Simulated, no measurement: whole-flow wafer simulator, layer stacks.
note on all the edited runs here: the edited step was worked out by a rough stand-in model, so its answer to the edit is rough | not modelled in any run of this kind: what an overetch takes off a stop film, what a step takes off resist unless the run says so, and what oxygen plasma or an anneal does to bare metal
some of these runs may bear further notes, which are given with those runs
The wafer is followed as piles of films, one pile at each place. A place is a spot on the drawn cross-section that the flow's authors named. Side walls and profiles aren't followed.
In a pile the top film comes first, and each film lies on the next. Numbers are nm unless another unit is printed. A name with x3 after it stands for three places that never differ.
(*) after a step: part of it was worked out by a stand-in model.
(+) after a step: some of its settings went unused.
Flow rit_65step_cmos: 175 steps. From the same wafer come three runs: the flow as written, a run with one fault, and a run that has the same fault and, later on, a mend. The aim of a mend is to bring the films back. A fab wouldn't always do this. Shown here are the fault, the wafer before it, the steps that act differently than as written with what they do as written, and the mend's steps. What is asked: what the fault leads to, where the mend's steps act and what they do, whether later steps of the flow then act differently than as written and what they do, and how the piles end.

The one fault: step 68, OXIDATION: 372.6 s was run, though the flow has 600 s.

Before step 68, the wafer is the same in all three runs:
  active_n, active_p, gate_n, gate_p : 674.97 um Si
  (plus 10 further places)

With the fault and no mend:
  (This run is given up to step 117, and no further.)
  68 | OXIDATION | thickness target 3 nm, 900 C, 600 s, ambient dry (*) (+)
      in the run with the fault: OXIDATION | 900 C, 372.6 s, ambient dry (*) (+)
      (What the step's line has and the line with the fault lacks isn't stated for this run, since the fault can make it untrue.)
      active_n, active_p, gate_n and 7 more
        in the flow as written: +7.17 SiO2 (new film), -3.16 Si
        in the run with the fault: +5.47 SiO2 (new film), -2.41 Si
  Steps further on in the flow that do not act as written (14 other steps are not shown; they differ only slightly, by no more than 2% or 0.5 nm, whichever is larger):
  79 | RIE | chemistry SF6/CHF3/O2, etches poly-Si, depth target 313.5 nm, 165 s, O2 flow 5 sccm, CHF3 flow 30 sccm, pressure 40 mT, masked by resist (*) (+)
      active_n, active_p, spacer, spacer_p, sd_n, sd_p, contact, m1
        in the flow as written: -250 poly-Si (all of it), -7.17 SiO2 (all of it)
        in the run with the fault: -250 poly-Si (all of it), -5.47 SiO2 (all of it)
  After step 117, at gate_n, gate_p, the piles differ from the flow's by more than 2% or 0.5 nm, whichever is larger.
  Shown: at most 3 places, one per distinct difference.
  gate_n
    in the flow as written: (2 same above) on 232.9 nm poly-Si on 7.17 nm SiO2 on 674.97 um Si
    in the run with the fault: (2 same above) on 232.9 nm poly-Si on 5.47 nm SiO2 on 674.97 um Si

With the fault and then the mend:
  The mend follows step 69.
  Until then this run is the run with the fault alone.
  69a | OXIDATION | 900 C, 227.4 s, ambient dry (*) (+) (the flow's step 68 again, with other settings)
      active_n, active_p, gate_n and 7 more
        +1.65 SiO2, -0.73 Si
  Later steps of the flow that are run all act as written at every place that is followed, up to a difference of at most 2% or 0.5 nm, whichever is larger.
  At the end the piles are close to the flow's at the places that both follow, differing by at most 2% or 0.5 nm, whichever is larger.
